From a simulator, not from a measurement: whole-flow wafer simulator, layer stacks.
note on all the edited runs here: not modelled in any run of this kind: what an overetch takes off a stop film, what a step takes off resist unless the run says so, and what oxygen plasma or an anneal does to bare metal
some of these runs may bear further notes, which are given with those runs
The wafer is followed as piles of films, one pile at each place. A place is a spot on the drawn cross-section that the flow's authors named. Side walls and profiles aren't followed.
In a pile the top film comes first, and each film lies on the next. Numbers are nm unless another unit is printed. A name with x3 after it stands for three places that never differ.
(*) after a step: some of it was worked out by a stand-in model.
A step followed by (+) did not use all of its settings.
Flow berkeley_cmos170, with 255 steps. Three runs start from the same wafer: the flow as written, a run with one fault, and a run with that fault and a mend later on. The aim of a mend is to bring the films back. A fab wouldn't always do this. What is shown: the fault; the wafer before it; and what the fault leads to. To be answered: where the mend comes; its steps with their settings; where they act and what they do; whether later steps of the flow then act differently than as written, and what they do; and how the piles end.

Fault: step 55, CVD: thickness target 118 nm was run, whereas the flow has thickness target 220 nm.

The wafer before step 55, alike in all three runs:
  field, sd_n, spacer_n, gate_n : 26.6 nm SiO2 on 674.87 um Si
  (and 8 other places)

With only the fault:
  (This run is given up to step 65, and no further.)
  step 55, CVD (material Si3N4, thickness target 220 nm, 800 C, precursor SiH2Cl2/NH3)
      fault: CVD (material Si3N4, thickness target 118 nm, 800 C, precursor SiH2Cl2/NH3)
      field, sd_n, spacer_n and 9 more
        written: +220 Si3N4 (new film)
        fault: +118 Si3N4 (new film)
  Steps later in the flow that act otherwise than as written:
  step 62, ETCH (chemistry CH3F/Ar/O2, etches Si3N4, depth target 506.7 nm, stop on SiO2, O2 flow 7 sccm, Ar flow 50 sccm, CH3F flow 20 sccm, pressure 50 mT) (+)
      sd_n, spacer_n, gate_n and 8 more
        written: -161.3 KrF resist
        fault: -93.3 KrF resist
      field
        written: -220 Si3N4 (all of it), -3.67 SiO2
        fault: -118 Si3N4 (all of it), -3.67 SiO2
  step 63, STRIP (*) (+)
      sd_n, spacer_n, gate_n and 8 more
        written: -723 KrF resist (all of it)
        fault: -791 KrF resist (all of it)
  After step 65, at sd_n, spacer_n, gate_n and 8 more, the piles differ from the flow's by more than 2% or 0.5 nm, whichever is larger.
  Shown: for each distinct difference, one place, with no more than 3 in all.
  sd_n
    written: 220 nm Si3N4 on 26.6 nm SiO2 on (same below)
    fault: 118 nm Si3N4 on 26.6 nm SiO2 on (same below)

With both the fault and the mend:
  The mend stands after step 55.
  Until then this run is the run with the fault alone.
  step 55a, ETCH (chemistry h3po4, depth target 135.7 nm)
      field, sd_n, spacer_n and 9 more
        -118 Si3N4 (all of it)
  step 55b, CLEAN (chemistry SPM)
      does not change any film at any place that is followed
  step 55c, CVD (material Si3N4, thickness target 220 nm, 800 C, precursor SiH2Cl2/NH3) (the flow's step 55, run once more)
      field, sd_n, spacer_n and 9 more
        +220 Si3N4 (new film)
  Every later step of the flow that is run acts as written at every place that is followed.
  By the end, the piles equal the flow's at every place that both follow.
